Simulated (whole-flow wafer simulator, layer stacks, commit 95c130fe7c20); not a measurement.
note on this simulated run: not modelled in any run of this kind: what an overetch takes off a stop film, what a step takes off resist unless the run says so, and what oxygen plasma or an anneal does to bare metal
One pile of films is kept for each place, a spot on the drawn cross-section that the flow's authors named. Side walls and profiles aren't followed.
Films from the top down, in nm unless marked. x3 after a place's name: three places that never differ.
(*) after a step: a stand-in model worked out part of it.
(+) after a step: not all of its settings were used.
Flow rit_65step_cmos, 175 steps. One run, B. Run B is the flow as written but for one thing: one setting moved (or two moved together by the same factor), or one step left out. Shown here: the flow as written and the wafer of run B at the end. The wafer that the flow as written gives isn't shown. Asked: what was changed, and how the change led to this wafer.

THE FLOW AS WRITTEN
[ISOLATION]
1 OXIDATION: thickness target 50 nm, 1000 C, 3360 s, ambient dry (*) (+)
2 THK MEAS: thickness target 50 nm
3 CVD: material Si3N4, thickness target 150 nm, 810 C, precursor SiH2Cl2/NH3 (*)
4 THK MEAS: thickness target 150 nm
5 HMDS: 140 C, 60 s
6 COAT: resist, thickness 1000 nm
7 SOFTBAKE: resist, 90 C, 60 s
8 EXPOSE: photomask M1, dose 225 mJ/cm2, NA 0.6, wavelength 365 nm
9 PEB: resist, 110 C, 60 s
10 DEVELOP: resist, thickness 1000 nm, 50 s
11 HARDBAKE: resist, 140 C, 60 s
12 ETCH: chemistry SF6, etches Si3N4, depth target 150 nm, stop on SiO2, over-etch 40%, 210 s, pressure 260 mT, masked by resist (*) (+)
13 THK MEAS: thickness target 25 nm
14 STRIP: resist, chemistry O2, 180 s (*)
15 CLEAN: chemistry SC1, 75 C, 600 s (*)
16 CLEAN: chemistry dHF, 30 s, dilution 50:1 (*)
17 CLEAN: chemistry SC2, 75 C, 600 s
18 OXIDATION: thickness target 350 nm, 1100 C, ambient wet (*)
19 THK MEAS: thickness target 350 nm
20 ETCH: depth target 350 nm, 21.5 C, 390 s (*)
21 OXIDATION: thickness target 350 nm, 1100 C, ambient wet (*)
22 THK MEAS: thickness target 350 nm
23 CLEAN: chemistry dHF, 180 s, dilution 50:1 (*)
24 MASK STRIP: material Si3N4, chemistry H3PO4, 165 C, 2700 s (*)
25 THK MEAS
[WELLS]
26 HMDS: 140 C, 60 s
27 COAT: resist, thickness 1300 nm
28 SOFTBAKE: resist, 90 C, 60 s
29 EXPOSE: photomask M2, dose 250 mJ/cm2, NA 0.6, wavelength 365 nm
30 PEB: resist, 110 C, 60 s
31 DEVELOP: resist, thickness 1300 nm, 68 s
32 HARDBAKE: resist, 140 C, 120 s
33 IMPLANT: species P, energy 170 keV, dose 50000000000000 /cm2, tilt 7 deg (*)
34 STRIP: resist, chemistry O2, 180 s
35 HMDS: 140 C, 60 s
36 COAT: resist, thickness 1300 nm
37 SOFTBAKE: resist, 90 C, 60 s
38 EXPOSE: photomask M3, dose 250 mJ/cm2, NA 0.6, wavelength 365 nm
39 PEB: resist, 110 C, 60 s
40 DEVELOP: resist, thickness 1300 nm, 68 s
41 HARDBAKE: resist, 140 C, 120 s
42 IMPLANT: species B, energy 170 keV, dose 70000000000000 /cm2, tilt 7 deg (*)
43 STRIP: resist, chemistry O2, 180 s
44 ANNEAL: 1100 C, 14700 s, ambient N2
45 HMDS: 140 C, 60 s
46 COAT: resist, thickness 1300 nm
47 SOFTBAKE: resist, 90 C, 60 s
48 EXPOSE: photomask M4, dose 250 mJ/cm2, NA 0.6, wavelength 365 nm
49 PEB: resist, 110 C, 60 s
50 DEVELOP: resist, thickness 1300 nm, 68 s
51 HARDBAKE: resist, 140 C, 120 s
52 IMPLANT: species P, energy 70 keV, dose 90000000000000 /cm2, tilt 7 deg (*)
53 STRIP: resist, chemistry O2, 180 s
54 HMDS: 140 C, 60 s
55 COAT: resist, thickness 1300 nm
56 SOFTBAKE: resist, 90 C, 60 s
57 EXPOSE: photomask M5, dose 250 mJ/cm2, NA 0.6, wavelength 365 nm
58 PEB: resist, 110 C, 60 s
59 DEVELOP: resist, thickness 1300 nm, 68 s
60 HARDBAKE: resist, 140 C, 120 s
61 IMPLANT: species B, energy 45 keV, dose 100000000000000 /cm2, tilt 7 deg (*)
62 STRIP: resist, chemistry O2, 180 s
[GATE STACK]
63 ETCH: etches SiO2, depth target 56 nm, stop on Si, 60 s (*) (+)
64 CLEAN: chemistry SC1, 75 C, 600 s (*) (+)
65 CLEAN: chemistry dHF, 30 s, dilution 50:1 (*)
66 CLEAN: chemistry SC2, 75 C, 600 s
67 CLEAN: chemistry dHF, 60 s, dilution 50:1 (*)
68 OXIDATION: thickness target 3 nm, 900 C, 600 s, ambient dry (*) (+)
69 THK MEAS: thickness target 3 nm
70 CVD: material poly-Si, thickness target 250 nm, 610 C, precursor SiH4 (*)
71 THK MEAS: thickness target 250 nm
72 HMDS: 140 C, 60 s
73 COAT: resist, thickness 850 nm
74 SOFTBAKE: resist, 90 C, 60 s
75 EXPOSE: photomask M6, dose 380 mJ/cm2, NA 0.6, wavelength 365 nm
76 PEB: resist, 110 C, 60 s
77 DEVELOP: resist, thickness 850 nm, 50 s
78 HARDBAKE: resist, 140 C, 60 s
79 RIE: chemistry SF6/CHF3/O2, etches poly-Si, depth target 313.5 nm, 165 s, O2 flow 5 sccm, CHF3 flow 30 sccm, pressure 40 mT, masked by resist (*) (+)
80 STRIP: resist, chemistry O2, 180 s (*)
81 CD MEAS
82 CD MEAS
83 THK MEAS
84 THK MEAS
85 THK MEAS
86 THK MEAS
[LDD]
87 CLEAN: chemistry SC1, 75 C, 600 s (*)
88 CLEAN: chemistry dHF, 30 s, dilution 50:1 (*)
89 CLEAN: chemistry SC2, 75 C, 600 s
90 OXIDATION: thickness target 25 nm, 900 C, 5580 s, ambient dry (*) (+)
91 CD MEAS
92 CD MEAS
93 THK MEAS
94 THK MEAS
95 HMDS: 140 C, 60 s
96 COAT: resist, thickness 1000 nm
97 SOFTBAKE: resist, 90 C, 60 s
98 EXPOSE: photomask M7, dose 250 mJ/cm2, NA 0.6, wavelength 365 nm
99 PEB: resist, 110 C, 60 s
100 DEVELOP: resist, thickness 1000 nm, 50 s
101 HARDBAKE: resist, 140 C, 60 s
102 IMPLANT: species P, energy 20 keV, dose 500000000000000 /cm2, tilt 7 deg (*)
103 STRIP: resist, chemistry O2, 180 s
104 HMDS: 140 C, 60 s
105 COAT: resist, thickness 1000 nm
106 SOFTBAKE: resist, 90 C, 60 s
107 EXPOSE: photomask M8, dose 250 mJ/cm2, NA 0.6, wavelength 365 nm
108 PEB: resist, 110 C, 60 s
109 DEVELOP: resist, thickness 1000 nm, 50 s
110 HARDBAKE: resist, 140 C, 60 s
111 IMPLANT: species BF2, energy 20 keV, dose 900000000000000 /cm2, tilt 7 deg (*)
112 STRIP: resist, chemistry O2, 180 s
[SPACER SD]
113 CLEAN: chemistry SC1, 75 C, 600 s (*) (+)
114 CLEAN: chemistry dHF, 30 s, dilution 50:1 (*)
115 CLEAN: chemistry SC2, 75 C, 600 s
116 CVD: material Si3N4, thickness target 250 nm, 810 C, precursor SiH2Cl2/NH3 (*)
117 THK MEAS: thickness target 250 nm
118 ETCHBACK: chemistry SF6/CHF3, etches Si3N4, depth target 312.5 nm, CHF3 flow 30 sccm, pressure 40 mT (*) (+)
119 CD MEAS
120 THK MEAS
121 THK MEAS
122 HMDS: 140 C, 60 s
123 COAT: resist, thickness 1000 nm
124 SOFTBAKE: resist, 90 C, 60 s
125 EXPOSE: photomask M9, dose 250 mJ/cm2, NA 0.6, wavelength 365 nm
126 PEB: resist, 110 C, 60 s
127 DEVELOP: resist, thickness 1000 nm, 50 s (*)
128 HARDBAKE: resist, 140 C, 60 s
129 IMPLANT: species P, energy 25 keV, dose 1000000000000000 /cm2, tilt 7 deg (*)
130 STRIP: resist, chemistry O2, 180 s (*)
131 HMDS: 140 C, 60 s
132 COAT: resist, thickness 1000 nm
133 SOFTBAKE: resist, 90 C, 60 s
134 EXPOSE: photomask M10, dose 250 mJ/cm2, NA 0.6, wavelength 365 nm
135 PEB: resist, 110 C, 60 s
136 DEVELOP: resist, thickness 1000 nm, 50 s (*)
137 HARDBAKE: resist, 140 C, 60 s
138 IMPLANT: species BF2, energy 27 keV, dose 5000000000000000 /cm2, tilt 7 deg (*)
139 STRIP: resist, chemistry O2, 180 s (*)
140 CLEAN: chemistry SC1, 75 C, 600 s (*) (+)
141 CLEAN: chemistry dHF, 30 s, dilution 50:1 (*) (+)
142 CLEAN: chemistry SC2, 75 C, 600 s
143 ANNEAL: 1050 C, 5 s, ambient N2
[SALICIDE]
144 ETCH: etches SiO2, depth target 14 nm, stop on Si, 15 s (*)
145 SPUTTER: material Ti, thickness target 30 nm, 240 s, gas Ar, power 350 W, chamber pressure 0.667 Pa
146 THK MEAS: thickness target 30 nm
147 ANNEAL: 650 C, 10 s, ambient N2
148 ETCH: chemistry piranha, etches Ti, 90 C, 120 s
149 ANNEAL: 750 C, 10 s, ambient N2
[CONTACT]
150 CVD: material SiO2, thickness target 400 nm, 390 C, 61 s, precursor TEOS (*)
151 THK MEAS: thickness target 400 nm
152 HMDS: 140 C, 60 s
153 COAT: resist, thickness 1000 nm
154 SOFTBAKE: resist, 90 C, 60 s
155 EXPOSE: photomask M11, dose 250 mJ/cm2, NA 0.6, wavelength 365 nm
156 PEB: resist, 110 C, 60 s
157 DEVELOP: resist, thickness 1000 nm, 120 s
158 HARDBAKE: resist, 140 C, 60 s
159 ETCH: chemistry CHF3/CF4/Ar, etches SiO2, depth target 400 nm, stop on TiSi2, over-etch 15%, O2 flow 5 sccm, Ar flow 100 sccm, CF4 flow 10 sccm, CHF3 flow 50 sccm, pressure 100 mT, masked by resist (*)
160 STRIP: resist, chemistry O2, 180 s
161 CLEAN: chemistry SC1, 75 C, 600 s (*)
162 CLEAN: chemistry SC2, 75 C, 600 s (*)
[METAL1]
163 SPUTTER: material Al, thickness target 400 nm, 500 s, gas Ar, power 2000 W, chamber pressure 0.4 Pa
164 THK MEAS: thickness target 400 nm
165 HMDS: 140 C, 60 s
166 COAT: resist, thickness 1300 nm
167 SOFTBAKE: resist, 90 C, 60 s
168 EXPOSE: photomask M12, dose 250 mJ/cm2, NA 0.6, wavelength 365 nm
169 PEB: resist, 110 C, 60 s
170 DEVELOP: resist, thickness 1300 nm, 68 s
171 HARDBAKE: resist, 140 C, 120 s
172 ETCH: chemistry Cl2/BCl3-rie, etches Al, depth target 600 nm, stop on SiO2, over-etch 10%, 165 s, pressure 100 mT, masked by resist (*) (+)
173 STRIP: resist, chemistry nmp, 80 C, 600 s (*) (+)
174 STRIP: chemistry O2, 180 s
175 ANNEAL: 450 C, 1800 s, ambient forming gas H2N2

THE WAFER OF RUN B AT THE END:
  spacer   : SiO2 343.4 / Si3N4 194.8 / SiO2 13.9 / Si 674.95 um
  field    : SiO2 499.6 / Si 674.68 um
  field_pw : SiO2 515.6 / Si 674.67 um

The cause: step 163, SPUTTER: 300 s was run, where the flow has 500 s.

How the change led to this, step by step:
  163 SPUTTER: material Al, thickness target 400 nm, 500 s, gas Ar, power 2000 W, chamber pressure 0.4 Pa
      field, field_p, spacer, spacer_p: Al +240 (new film) (as written it would be: Al +400 (new film))
      gate_n, gate_p: Al +240 (new film) (as written it would be: Al +396 (new film))
      (and at 2 more places)
  172 ETCH: chemistry Cl2/BCl3-rie, etches Al, depth target 600 nm, stop on SiO2, over-etch 10%, 165 s, pressure 100 mT, masked by resist (*) (+)
      field, field_p, spacer, spacer_p: Al -240 (all of it), SiO2 -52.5 (as written it would be: Al -400 (all of it), SiO2 -32.5)
      gate_n, gate_p: Al -240 (all of it), SiO2 -52.5 (as written it would be: Al -396 (all of it), SiO2 -33)
      (and at 2 more places)
